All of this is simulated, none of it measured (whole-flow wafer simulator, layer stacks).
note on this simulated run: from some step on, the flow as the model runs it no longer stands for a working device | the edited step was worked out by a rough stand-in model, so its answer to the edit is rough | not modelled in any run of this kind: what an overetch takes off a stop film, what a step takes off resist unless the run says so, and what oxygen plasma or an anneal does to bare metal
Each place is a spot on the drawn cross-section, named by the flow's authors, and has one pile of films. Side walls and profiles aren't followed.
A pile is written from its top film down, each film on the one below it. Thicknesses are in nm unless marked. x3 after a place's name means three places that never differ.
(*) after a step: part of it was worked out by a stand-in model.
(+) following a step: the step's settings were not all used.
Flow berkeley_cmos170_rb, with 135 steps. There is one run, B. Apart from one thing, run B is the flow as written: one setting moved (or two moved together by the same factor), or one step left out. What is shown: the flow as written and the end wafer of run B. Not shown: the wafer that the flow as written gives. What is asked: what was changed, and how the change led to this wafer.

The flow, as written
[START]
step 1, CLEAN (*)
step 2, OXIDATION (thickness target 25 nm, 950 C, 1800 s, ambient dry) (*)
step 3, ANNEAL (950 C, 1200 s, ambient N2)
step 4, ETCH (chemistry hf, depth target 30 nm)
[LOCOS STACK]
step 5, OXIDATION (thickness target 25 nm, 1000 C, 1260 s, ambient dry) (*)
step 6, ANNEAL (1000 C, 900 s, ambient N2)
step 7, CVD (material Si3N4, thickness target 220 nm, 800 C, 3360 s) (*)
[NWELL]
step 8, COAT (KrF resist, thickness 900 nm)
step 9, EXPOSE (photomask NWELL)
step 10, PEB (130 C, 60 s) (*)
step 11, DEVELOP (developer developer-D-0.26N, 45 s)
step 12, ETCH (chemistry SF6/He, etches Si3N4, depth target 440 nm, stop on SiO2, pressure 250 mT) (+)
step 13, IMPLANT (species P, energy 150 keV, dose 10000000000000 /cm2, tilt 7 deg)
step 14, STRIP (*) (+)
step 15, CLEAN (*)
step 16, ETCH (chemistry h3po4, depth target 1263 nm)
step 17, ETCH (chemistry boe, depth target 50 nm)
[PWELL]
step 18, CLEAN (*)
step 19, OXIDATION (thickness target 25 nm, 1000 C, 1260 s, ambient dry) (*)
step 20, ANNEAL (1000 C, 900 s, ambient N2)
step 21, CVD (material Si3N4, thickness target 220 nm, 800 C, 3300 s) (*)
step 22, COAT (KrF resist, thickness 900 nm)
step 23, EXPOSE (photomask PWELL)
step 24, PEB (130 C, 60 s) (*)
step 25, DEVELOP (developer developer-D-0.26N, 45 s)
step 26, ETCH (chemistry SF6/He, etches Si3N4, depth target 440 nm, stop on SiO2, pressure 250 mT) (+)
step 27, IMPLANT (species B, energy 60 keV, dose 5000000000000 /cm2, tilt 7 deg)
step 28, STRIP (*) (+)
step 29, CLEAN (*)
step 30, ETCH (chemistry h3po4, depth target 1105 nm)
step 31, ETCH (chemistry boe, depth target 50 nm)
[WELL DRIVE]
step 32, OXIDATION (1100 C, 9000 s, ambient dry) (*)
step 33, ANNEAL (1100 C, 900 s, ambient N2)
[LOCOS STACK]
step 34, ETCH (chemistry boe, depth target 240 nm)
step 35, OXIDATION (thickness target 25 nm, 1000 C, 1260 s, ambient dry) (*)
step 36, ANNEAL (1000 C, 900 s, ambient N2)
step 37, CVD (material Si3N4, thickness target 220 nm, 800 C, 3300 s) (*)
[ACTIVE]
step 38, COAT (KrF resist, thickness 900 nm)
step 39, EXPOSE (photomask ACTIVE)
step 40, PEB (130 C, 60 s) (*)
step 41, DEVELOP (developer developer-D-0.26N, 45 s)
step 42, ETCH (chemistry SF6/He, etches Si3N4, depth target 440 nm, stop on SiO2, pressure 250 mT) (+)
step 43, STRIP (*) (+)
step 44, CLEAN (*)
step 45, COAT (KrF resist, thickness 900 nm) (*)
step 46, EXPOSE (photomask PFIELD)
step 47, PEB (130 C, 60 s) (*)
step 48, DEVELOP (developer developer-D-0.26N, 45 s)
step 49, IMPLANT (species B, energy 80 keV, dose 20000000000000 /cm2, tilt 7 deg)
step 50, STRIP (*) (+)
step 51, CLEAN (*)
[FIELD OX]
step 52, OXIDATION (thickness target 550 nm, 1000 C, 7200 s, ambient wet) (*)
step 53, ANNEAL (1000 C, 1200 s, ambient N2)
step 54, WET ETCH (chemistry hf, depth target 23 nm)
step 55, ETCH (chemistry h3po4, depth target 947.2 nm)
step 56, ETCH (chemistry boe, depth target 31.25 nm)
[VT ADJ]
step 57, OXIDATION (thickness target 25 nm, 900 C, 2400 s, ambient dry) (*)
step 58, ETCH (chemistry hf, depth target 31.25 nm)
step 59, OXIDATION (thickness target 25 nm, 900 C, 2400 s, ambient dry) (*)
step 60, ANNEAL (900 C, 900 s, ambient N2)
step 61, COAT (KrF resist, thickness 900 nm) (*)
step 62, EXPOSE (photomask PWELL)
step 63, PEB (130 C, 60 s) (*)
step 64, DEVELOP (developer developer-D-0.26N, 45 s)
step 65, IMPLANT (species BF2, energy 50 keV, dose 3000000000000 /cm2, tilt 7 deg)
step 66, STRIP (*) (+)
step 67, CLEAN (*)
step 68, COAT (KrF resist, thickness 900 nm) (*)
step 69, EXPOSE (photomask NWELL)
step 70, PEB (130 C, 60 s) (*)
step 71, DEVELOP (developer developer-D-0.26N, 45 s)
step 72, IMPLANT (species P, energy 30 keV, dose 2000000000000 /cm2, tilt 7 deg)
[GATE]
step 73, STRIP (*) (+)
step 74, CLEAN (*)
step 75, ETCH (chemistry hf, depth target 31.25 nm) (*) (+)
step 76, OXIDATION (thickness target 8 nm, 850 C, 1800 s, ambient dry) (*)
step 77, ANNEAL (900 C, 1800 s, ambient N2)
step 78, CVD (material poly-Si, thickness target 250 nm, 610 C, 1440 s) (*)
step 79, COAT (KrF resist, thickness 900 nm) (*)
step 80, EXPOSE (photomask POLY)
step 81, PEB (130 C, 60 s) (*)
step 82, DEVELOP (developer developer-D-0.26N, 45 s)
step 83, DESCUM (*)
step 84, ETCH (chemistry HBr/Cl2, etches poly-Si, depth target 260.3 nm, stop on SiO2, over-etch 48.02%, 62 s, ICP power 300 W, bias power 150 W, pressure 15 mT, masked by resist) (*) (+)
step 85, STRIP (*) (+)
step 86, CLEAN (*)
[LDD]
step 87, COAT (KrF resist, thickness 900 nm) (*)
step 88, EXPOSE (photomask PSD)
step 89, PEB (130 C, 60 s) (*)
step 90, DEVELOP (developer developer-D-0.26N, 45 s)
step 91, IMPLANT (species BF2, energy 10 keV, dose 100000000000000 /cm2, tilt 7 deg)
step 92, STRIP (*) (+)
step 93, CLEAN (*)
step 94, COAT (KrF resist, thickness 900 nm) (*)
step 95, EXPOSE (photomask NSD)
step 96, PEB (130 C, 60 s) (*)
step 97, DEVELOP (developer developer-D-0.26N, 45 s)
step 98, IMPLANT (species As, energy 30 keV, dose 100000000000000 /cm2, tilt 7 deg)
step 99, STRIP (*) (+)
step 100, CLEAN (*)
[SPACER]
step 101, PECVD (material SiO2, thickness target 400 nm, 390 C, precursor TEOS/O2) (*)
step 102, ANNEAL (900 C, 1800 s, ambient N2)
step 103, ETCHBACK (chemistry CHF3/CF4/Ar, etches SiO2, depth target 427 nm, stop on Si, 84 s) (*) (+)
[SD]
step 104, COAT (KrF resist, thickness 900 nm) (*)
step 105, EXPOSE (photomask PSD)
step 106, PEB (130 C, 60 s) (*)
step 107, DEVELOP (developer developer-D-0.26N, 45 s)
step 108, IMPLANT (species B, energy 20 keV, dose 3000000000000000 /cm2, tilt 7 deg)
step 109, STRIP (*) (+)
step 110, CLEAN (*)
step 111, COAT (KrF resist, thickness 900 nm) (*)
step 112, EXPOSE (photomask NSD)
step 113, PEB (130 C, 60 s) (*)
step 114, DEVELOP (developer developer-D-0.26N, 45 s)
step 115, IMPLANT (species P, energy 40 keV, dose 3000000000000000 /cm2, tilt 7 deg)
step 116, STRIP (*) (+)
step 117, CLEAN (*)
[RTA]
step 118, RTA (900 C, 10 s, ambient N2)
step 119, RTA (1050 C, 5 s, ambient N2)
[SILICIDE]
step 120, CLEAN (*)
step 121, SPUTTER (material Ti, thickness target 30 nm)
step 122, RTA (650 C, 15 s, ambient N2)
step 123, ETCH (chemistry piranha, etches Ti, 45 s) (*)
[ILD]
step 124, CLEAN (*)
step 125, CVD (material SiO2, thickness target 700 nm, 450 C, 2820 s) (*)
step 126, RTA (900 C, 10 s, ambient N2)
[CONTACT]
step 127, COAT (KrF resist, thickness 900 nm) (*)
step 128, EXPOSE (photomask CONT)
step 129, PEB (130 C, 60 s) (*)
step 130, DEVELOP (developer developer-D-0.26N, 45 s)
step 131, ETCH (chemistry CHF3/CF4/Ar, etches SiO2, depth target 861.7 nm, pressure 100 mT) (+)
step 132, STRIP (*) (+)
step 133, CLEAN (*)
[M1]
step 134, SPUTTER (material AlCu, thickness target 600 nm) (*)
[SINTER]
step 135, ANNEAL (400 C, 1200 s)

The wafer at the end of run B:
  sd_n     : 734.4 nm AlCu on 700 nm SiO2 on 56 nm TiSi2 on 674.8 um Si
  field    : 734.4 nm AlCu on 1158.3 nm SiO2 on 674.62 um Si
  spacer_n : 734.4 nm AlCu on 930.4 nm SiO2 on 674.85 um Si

What caused this: step 134, SPUTTER: thickness target 734.4 nm was run, though the flow has thickness target 600 nm.
The wafer itself shows it: sd_n has AlCu 734.4, and step 134 as written asks for 600 nm.

Step by step, how the change led to this:
  step 134, SPUTTER (material AlCu, thickness target 600 nm) (*)
      field, sd_n, spacer_n, gate, spacer_p, gate_p, m1: AlCu gains 734.4 (new film) (as written it would have been: AlCu gains 600 (new film))
      sd_p: AlCu gains 674.8 (new film) (as written it would have been: AlCu gains 545.9 (new film))
      (and at 1 other place as well)
